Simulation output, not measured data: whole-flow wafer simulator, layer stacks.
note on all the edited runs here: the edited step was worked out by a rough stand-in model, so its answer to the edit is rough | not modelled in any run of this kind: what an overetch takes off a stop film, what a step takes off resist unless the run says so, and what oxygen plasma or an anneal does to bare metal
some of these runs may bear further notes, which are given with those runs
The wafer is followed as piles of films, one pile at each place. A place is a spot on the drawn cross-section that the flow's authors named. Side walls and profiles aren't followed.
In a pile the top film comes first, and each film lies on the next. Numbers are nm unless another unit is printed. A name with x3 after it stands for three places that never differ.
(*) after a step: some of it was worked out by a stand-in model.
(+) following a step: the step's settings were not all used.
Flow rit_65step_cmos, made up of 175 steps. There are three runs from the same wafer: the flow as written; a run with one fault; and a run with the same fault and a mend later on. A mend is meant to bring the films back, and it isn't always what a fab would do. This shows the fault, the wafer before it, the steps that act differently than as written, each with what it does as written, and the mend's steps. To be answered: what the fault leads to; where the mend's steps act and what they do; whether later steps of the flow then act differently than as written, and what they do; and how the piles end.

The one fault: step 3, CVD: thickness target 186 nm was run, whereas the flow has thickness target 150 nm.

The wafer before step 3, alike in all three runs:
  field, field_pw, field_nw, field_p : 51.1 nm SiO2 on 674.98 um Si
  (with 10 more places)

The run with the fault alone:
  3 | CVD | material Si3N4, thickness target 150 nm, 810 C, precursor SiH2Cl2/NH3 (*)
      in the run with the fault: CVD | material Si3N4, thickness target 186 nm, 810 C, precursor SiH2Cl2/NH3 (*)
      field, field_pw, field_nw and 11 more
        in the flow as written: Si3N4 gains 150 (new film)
        in the run with the fault: Si3N4 gains 186 (new film)
  Steps later in the flow that act otherwise than as written (not shown: 56 more steps that differ only slightly, by at most 2% or 0.5 nm, whichever is larger):
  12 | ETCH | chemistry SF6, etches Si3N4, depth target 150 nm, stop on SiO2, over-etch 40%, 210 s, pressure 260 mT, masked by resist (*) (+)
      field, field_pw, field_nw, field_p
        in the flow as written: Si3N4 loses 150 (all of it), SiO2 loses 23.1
        in the run with the fault: Si3N4 loses 186 (all of it), SiO2 loses 9.23
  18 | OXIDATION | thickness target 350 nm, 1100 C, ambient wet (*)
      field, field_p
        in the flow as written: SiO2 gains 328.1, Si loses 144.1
        in the run with the fault: SiO2 gains 318.2, Si loses 139.7
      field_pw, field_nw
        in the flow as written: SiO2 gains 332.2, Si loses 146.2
        in the run with the fault: SiO2 gains 322.1, Si loses 141.7
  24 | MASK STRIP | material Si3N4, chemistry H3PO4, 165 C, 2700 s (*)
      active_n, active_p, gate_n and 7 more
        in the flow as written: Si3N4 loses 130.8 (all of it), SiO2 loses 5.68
        in the run with the fault: Si3N4 loses 166.8 (all of it), SiO2 loses 4.31
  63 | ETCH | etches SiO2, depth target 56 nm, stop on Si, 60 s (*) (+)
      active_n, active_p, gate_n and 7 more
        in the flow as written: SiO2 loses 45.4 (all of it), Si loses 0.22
        in the run with the fault: SiO2 loses 46.8 (all of it), Si loses 0.19
  When the end is reached, the piles differ only a little from the flow's at the places that both follow, at most by 2% or 0.5 nm, whichever is larger.

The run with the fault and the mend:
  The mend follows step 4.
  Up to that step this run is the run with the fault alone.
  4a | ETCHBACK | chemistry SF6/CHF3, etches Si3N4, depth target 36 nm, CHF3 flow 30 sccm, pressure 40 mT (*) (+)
      field, field_pw, field_nw and 11 more
        Si3N4 loses 36
  Every later step of the flow that is run acts as written at every place that is followed.
  The piles end the same as the flow's at every place that both follow.
